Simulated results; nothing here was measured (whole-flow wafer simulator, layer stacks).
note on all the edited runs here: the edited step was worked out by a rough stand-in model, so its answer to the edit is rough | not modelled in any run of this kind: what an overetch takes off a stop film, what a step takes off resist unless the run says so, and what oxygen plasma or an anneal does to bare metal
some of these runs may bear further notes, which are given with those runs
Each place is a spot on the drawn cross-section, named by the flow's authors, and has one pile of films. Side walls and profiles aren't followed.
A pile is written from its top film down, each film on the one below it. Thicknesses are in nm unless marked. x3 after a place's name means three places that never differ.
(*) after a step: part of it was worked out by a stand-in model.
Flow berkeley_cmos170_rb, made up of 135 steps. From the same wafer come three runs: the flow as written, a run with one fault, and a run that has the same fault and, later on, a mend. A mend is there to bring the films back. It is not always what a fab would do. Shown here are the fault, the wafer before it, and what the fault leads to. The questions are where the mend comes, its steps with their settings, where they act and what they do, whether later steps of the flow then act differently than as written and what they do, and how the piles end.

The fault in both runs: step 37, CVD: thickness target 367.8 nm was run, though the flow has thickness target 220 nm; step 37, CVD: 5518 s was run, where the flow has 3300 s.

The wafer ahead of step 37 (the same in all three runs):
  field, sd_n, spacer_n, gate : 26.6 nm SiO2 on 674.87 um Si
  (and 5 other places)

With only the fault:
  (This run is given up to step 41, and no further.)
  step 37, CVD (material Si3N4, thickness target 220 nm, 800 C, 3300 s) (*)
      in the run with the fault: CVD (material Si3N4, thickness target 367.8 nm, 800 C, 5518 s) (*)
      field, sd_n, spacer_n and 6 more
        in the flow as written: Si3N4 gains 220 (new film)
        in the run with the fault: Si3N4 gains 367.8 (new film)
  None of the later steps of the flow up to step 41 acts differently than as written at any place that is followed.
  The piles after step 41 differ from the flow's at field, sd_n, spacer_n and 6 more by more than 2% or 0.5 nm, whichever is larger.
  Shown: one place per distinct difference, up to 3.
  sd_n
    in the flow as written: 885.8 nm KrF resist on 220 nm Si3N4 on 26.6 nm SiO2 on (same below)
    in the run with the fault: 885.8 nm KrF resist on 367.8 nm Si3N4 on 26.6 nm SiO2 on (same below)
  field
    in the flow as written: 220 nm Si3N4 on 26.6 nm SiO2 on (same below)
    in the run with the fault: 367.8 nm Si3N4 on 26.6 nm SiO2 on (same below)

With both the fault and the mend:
  The mend follows step 37.
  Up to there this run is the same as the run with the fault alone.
  step 37a, ETCH (chemistry h3po4, depth target 423.2 nm) (the flow's step 30 again, with other settings)
      field, sd_n, spacer_n and 6 more
        Si3N4 loses 367.8 (all of it)
  step 37b, CLEAN (*)
      alters no film at any place that is followed
  step 37c, CVD (material Si3N4, thickness target 220 nm, 800 C, 3300 s) (*) (the flow's step 37 again)
      field, sd_n, spacer_n and 6 more
        Si3N4 gains 220 (new film)
  None of the later steps of the flow acts differently than as written at any place that is followed.
  By the end, the piles equal the flow's at every place that both follow.
